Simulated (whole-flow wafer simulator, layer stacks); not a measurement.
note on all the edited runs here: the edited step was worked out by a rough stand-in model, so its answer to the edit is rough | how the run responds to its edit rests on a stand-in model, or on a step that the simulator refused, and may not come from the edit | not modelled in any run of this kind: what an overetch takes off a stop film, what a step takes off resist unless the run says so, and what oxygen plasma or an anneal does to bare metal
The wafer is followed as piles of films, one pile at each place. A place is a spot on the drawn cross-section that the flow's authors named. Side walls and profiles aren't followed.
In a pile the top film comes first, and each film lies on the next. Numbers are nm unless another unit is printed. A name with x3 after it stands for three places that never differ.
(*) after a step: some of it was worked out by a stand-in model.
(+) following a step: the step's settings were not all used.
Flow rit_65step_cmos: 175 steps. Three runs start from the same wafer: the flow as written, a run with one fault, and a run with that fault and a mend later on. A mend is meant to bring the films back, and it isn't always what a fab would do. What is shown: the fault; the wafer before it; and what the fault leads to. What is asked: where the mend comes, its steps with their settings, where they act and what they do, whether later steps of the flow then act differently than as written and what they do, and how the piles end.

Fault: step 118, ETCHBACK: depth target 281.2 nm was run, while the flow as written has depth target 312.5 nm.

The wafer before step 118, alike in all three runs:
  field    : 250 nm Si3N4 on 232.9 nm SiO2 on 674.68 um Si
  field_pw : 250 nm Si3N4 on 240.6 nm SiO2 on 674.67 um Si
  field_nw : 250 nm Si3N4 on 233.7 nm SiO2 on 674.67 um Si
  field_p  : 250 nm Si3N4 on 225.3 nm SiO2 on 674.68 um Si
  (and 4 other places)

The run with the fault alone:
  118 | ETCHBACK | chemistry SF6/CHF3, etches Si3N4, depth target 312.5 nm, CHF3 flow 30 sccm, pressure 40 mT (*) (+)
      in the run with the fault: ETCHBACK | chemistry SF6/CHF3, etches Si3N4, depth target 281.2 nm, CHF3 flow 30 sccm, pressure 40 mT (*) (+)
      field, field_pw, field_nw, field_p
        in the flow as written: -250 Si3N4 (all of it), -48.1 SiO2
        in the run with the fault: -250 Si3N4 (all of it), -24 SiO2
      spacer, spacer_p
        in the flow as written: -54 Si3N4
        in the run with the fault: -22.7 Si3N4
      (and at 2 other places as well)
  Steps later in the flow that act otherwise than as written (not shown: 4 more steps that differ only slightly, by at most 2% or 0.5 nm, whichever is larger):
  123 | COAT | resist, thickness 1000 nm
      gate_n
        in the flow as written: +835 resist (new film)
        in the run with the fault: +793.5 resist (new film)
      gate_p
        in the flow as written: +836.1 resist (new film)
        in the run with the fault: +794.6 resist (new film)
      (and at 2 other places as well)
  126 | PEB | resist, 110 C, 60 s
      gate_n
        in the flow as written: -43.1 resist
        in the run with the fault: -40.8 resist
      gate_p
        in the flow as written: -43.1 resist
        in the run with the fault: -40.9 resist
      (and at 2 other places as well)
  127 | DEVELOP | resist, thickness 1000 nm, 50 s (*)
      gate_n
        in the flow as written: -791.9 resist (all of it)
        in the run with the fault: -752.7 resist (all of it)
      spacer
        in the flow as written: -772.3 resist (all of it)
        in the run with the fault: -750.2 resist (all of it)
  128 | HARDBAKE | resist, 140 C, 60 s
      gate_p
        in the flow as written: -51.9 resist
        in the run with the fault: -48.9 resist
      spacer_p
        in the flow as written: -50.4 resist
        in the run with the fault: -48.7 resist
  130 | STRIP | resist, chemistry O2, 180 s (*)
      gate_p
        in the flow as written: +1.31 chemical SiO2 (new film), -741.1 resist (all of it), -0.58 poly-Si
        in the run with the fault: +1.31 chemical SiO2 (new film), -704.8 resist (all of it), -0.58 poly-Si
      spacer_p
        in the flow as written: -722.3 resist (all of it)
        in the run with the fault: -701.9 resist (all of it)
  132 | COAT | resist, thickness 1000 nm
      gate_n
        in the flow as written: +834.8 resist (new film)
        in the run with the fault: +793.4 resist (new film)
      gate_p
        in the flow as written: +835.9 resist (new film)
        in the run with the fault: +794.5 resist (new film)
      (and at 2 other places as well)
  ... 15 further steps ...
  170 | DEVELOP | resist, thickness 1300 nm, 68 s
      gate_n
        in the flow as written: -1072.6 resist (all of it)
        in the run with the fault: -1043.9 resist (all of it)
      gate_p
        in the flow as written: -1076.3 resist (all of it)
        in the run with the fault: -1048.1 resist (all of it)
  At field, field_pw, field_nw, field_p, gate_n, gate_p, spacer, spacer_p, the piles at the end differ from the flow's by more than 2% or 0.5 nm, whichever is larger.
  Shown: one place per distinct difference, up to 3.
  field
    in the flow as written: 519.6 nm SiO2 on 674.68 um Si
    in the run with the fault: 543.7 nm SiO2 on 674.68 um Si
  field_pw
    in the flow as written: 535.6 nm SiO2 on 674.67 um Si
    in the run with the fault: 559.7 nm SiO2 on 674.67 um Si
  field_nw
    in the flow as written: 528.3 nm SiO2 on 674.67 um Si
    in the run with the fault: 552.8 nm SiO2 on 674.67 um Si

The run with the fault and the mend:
  After step 121 comes the mend.
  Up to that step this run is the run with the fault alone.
  121a | ETCHBACK | chemistry SF6/CHF3, etches Si3N4, depth target 31.3 nm, CHF3 flow 30 sccm, pressure 40 mT (*) (+) (the flow's step 118, run once more with other settings)
      field, field_pw, field_nw, field_p
        -24.1 SiO2
      gate_n, gate_p
        -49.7 poly-Si
      spacer, spacer_p
        -31.3 Si3N4
  None of the later steps of the flow differs from how it acts as written, at any place that is followed, by more than 2% or 0.5 nm, whichever is larger.
  By the end, the piles equal the flow's at every place that both follow.
